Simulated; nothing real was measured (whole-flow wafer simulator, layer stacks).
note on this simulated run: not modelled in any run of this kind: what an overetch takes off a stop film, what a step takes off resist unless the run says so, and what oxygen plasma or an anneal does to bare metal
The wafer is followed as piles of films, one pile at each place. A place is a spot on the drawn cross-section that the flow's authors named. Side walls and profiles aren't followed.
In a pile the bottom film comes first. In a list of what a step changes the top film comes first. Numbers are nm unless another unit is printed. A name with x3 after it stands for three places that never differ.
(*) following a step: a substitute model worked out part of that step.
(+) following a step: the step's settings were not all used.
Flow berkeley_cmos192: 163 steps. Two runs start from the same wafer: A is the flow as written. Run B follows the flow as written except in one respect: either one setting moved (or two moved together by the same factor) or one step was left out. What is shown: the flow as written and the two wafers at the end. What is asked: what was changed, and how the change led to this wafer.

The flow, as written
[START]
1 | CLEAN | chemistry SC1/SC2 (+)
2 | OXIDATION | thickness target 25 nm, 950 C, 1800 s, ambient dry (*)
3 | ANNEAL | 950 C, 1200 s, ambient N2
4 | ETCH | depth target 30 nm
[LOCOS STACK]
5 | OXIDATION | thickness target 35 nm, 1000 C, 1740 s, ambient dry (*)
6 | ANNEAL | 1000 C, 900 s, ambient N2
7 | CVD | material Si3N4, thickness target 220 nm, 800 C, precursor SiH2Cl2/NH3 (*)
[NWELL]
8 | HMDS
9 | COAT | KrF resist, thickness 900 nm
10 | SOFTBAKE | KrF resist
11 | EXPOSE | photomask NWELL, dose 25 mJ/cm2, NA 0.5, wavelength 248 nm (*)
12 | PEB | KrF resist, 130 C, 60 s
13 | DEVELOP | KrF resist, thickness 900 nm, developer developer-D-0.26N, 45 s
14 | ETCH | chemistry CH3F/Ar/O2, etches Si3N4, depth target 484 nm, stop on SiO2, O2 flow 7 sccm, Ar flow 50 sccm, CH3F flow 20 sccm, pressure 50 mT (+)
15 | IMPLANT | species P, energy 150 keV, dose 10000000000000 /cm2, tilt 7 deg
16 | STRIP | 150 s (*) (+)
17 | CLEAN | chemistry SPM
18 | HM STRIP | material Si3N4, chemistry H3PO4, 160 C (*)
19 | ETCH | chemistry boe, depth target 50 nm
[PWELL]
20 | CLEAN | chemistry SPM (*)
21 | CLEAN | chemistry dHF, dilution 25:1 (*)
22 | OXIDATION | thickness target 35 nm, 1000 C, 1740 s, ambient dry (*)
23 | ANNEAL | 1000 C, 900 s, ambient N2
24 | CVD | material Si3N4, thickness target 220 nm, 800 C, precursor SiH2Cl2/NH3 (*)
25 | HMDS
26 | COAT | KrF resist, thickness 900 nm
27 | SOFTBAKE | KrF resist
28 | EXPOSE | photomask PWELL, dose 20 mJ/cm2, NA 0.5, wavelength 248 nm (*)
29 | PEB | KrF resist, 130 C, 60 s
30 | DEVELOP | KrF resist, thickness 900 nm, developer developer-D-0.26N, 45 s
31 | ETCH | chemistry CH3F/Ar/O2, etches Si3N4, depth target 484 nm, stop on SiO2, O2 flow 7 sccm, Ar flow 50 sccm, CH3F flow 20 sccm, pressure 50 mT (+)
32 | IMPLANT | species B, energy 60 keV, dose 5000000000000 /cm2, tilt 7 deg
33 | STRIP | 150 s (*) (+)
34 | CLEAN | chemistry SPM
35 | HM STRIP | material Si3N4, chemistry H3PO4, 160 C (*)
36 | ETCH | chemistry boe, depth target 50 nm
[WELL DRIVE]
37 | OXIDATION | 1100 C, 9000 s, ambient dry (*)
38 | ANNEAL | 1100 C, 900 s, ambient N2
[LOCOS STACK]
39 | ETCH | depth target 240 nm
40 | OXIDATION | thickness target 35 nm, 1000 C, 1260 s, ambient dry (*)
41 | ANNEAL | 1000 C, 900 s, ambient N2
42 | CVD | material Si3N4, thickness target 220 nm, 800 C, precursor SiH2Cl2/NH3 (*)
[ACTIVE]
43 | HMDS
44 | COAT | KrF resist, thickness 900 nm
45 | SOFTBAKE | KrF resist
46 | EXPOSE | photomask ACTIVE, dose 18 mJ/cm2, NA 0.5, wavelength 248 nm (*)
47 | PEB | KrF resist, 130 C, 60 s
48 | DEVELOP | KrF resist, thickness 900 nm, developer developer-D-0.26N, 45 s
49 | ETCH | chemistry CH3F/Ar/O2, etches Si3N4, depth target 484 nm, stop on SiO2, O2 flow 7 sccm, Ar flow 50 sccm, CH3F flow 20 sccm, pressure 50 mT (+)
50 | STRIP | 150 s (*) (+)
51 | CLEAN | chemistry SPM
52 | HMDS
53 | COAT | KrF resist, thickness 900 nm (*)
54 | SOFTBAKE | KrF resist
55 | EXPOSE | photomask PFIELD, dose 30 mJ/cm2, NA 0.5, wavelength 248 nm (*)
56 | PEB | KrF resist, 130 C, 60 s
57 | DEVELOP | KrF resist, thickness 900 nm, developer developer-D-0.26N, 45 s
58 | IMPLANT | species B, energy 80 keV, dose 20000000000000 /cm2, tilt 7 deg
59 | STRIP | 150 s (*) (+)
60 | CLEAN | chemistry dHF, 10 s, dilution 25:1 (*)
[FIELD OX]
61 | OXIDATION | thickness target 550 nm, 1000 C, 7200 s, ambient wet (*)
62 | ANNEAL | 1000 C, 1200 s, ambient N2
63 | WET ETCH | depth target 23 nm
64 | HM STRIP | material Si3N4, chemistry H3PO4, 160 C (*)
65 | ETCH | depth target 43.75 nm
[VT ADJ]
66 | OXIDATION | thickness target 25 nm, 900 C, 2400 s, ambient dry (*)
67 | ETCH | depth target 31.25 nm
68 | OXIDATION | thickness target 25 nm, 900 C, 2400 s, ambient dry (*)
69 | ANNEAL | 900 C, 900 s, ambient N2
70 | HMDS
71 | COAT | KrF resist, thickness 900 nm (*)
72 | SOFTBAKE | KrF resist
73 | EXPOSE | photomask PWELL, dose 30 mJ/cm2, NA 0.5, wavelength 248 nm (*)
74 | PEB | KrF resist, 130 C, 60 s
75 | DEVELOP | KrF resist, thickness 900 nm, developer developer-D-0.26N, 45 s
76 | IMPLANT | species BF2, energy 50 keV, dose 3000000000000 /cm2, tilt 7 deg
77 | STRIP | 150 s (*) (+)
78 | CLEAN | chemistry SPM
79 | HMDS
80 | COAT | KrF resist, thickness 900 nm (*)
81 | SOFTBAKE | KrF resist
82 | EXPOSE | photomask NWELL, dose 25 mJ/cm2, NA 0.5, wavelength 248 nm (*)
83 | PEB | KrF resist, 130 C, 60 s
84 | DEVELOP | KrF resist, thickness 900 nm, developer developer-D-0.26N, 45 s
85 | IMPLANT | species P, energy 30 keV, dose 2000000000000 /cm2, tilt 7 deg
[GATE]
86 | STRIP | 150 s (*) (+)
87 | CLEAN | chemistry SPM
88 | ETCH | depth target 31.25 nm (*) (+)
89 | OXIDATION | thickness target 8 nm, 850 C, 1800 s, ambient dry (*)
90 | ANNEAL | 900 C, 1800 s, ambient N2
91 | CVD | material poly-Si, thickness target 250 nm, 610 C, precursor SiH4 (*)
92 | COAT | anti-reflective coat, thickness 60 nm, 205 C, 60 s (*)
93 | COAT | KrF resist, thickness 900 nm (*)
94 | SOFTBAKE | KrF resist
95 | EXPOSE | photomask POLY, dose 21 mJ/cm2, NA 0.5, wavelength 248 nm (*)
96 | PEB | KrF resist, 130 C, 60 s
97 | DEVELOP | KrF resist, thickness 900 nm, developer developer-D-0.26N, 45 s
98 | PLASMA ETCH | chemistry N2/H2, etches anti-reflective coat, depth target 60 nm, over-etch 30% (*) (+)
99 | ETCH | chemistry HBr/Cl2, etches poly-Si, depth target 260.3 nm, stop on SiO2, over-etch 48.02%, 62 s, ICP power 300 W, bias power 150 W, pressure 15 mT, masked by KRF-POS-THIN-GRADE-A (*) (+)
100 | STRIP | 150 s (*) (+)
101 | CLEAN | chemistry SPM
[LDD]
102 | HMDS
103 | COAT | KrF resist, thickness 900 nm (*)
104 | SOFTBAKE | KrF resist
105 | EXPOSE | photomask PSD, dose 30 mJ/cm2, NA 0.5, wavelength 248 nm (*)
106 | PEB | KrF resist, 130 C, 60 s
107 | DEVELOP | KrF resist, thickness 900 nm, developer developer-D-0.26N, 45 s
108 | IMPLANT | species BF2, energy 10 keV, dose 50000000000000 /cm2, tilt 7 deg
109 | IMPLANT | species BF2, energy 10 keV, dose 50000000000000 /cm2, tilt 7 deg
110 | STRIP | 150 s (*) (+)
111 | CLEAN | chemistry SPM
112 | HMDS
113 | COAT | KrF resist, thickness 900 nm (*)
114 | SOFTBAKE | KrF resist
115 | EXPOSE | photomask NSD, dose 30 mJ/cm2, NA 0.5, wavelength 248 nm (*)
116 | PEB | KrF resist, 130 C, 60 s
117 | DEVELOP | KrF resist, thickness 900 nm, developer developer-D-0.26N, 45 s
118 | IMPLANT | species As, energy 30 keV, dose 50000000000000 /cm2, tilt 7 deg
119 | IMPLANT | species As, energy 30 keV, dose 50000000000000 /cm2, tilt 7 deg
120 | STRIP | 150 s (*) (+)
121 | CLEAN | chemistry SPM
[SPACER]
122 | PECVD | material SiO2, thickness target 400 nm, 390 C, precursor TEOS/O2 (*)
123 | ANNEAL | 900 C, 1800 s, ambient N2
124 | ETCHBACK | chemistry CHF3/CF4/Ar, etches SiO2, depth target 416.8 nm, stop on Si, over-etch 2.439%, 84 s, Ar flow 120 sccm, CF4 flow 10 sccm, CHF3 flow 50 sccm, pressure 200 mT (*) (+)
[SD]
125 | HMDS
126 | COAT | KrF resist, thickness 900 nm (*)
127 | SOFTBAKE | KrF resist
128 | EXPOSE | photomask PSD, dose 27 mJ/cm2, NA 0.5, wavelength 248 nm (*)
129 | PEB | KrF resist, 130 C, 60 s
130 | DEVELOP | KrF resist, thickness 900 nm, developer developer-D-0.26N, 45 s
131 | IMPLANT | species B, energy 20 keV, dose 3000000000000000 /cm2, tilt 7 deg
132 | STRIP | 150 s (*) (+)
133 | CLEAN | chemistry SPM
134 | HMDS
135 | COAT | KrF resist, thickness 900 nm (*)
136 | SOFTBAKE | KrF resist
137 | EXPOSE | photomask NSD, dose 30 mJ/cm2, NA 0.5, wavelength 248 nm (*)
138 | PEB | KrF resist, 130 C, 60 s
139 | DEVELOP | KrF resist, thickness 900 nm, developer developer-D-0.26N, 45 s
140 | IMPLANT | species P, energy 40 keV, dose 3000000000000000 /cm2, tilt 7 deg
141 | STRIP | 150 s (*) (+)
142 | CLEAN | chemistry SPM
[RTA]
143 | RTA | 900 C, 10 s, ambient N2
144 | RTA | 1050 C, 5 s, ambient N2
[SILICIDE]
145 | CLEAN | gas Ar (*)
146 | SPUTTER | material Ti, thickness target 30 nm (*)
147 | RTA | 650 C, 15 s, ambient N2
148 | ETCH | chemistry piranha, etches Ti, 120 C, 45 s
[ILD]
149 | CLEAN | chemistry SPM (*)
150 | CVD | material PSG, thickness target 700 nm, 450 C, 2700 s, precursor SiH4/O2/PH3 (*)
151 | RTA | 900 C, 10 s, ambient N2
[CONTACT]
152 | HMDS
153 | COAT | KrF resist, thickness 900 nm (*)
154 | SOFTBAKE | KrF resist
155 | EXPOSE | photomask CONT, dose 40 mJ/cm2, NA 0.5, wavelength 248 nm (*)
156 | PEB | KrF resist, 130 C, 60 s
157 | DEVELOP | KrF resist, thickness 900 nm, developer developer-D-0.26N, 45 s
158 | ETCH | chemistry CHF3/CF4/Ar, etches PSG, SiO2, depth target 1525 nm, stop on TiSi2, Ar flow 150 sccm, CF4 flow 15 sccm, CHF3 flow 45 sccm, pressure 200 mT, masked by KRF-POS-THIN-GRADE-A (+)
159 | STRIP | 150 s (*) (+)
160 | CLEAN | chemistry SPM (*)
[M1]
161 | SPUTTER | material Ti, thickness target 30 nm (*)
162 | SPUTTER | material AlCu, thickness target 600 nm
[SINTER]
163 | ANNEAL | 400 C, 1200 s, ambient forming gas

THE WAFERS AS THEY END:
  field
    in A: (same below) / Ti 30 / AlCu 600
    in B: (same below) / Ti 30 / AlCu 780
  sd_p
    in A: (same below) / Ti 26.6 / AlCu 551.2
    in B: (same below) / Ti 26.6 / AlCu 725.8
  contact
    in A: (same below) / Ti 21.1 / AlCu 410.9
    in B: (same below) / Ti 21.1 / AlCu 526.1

Cause: step 162, SPUTTER: thickness target 780 nm was run, while the flow as written has thickness target 600 nm.
One can read it off the wafer: field has AlCu 780, and step 162 as written asks for 600 nm.

Step by step, how the change led to this:
  162 | SPUTTER | material AlCu, thickness target 600 nm
      field, sd_n, spacer_n, gate, spacer_p, gate_p, m1: A AlCu gains 600 (new film) | B AlCu gains 780 (new film)
      sd_p: A AlCu gains 551.2 (new film) | B AlCu gains 725.8 (new film)
      (as well as at 1 more place)
